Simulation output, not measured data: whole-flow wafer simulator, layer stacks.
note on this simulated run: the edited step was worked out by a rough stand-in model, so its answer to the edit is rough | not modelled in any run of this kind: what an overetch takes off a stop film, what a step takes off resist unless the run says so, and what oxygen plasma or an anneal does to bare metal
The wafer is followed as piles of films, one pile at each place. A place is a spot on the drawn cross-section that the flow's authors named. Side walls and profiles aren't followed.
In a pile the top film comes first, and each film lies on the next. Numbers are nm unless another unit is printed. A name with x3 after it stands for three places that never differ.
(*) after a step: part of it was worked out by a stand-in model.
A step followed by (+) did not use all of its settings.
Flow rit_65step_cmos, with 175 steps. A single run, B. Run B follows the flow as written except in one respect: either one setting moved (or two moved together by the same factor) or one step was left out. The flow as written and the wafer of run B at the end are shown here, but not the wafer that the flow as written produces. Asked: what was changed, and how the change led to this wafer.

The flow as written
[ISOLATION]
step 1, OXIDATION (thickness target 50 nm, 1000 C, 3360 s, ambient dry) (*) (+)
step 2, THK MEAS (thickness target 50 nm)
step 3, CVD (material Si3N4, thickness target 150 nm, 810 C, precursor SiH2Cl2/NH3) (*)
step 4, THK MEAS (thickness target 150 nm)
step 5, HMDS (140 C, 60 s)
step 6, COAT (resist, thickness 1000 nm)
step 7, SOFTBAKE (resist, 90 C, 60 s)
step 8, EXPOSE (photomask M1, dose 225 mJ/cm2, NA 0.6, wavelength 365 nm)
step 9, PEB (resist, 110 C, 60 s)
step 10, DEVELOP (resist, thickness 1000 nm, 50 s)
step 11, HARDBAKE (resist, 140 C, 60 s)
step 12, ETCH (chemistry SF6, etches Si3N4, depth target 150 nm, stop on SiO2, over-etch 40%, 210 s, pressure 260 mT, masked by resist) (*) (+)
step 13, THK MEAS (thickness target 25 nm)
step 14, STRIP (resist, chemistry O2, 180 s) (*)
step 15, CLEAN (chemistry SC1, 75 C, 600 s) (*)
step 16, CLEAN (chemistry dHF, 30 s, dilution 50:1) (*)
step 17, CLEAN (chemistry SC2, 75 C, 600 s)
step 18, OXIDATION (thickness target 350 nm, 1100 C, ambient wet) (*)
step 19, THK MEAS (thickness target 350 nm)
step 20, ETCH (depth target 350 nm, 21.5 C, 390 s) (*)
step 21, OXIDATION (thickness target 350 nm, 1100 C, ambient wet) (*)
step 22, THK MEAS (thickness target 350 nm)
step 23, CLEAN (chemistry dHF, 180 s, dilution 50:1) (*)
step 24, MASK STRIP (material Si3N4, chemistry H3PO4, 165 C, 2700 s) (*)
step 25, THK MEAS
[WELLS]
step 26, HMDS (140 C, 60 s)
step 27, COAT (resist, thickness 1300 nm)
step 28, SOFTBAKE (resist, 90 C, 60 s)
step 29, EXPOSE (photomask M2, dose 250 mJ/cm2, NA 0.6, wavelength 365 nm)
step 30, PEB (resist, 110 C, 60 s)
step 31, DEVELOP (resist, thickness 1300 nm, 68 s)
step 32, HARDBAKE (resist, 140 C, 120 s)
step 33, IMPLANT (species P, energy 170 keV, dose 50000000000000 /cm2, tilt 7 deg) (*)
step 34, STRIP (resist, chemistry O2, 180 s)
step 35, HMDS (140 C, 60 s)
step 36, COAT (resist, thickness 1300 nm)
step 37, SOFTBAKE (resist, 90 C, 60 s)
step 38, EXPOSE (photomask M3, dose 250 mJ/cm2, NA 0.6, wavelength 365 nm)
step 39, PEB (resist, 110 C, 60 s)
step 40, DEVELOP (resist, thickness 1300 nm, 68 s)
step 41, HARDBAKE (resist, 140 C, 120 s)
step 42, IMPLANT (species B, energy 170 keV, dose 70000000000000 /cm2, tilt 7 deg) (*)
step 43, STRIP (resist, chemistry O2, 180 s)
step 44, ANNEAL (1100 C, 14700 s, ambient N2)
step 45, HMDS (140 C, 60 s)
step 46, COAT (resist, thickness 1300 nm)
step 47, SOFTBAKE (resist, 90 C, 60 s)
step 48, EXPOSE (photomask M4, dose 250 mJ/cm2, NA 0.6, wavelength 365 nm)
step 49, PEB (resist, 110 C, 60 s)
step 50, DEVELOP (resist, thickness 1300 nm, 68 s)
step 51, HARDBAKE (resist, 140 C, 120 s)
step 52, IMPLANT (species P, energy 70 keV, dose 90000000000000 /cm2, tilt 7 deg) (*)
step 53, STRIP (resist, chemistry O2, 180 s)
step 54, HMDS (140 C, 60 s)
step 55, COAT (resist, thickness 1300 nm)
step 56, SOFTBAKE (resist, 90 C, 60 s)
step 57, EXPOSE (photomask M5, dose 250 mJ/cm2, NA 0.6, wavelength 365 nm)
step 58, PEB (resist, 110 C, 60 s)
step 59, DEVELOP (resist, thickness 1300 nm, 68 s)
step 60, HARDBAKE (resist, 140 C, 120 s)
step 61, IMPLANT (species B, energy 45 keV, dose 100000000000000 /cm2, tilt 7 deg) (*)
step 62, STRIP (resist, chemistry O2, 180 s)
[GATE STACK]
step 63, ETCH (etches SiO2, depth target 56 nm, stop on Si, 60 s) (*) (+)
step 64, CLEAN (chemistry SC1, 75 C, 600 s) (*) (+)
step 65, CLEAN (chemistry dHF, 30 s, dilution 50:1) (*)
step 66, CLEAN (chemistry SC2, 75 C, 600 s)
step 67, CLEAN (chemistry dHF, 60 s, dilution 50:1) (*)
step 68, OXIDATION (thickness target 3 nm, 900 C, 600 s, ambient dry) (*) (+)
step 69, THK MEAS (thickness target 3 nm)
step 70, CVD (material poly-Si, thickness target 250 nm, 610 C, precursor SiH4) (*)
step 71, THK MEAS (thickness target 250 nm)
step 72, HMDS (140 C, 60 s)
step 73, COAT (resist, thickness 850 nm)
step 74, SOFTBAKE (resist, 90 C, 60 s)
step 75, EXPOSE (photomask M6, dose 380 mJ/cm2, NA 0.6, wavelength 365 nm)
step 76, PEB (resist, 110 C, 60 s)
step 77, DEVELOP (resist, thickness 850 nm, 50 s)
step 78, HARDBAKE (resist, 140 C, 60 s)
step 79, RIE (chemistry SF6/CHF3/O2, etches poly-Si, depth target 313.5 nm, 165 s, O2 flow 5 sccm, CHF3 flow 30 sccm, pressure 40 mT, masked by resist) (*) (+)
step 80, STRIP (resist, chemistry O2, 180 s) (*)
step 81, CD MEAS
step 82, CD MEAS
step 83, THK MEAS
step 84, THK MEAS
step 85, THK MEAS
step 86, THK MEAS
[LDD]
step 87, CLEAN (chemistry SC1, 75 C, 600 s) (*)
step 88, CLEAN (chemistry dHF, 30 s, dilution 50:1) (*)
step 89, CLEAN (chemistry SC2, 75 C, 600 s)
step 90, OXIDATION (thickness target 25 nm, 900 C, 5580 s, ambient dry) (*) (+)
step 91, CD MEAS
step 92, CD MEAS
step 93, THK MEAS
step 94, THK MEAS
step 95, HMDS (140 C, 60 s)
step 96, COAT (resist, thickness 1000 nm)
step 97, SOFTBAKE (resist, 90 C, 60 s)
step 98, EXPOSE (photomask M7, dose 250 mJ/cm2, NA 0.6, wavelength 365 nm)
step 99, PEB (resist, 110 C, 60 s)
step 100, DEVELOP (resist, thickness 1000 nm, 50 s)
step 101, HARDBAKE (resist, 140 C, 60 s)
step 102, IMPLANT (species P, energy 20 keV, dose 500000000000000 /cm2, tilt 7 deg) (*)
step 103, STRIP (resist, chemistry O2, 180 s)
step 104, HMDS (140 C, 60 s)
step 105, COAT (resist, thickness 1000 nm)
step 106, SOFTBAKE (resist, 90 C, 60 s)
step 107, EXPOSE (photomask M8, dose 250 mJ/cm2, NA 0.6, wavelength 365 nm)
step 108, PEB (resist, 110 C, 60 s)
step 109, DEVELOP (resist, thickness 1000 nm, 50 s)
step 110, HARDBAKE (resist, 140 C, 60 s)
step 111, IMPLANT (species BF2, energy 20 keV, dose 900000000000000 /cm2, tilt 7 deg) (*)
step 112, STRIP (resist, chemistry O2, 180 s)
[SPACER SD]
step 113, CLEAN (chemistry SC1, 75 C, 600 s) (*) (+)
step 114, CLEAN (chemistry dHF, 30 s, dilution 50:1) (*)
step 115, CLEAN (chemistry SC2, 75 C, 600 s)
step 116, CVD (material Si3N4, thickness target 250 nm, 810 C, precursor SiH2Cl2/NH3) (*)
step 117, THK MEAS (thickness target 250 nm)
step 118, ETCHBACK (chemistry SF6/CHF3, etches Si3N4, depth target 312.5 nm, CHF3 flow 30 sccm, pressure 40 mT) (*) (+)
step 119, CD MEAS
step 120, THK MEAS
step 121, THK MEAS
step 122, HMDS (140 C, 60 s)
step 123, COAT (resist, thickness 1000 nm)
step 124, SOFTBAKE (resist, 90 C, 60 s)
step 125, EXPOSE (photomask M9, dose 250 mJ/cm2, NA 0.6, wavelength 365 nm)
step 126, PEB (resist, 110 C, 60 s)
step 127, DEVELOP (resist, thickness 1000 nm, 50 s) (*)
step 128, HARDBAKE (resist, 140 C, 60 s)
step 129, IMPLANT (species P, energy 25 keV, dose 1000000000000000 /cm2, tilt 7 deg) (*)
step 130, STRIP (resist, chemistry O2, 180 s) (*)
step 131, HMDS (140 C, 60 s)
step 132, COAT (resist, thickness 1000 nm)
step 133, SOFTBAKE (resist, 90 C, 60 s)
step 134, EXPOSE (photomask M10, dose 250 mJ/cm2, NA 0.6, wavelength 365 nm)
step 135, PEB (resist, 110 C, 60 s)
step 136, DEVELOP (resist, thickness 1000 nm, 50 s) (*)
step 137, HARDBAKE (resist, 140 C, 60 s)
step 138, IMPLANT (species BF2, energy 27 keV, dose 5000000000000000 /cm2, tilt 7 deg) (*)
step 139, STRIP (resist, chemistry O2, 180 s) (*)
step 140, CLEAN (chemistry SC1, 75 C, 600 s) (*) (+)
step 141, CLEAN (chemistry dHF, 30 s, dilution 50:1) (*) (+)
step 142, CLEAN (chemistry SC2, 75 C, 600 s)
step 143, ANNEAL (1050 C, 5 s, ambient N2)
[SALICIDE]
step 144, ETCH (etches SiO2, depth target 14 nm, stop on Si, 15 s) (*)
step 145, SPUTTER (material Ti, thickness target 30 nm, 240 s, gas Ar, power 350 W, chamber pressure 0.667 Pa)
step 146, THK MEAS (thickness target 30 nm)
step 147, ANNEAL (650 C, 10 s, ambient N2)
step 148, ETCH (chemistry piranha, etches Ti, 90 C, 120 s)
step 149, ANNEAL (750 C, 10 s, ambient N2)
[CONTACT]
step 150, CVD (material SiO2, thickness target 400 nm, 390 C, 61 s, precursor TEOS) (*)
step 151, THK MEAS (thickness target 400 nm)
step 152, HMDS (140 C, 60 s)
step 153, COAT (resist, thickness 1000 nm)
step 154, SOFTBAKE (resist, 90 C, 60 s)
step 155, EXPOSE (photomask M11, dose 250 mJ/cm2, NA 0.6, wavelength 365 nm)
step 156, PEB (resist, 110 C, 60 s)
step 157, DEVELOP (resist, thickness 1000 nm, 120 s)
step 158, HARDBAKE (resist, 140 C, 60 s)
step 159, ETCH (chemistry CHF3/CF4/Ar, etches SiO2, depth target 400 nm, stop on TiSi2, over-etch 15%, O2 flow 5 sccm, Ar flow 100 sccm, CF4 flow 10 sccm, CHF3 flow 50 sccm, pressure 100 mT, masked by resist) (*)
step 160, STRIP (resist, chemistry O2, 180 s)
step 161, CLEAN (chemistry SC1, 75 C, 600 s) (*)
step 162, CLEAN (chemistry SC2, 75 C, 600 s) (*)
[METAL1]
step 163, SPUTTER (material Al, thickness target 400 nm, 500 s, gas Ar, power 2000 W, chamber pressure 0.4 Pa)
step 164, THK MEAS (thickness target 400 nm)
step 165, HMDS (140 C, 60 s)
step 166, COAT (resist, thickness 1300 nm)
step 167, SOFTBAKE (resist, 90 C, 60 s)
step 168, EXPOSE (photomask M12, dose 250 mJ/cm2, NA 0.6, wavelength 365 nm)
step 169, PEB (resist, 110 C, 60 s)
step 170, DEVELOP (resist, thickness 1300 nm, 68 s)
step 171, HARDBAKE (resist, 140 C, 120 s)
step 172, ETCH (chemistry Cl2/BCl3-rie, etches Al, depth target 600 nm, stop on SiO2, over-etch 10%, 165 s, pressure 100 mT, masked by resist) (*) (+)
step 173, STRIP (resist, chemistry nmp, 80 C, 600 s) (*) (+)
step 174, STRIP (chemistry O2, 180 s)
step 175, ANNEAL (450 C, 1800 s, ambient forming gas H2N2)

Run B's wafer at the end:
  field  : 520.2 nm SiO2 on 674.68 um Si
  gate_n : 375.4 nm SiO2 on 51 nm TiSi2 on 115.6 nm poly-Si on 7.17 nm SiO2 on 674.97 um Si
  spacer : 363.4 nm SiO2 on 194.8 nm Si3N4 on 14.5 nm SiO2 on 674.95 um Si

The reason: step 102, IMPLANT: dose 375000000000000 /cm2 was run, though the flow has dose 500000000000000 /cm2.

Step by step, how the change led to this:
  step 114, CLEAN (chemistry dHF, 30 s, dilution 50:1) (*)
      field, active_n, gate_n, spacer, sd_n, contact, m1: SiO2 loses 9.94 (in the flow as written it would be: SiO2 loses 10.5)
  step 118, ETCHBACK (chemistry SF6/CHF3, etches Si3N4, depth target 312.5 nm, CHF3 flow 30 sccm, pressure 40 mT) (*) (+)
      gate_n: Si3N4 loses 250 (all of it), SiO2 loses 16.9 (all of it), poly-Si loses 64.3 (in the flow as written it would be: Si3N4 loses 250 (all of it), SiO2 loses 16.3 (all of it), poly-Si loses 65.5)
